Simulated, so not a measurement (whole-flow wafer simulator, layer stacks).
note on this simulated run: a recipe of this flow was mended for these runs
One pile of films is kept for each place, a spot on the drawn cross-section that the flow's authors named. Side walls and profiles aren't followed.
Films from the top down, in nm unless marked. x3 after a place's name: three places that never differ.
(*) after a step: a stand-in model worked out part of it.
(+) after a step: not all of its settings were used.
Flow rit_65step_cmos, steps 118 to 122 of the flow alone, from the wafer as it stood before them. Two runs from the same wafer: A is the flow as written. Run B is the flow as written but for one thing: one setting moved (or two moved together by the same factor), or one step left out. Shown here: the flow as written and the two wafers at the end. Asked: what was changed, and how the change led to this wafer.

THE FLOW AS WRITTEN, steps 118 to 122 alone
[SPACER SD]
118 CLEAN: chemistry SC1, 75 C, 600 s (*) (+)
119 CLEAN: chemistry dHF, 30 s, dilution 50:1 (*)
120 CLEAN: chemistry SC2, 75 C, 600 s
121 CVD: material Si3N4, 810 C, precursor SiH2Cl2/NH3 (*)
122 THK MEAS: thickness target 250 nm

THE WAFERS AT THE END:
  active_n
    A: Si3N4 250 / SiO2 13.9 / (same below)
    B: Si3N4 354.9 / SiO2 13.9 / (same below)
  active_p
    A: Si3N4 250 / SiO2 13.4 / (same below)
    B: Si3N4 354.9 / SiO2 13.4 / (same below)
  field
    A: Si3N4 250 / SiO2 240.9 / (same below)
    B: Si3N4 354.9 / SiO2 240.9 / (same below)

The cause: step 121, CVD: 845 C was run, where the flow has 810 C.

How the change led to this, step by step:
  121 CVD: material Si3N4, 810 C, precursor SiH2Cl2/NH3 (*)
      field, field_pw, field_nw and 11 more: A Si3N4 +250 (new film) | B Si3N4 +354.9 (new film)
